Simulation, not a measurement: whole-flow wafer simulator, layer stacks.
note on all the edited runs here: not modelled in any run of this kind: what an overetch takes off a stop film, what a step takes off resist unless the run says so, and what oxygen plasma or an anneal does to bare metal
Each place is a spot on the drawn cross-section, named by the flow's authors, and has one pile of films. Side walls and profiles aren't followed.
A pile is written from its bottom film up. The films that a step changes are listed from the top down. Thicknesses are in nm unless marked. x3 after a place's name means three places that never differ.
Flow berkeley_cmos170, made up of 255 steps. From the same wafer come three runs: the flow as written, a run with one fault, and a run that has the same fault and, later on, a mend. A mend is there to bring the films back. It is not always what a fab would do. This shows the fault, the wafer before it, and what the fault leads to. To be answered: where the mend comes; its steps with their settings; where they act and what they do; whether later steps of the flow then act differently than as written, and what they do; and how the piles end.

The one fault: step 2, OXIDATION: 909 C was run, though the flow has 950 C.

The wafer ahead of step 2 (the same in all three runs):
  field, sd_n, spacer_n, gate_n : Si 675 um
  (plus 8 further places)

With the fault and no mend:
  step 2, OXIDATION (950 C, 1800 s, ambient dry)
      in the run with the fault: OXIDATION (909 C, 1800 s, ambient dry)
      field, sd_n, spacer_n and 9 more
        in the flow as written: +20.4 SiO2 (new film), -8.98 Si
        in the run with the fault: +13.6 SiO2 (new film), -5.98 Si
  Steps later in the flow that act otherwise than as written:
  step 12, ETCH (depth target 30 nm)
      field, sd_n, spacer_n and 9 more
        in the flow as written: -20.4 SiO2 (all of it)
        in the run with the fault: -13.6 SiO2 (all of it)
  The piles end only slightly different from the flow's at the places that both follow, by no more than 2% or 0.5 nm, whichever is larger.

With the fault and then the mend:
  The mend stands after step 3.
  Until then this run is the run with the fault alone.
  step 3a, OXIDATION (950 C, 797 s, ambient dry) (the flow's step 2, run once more with other settings)
      field, sd_n, spacer_n and 9 more
        +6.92 SiO2, -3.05 Si
  Later steps of the flow that are run all act as written at every place that is followed, up to a difference of at most 2% or 0.5 nm, whichever is larger.
  The piles end the same as the flow's at every place that both follow.
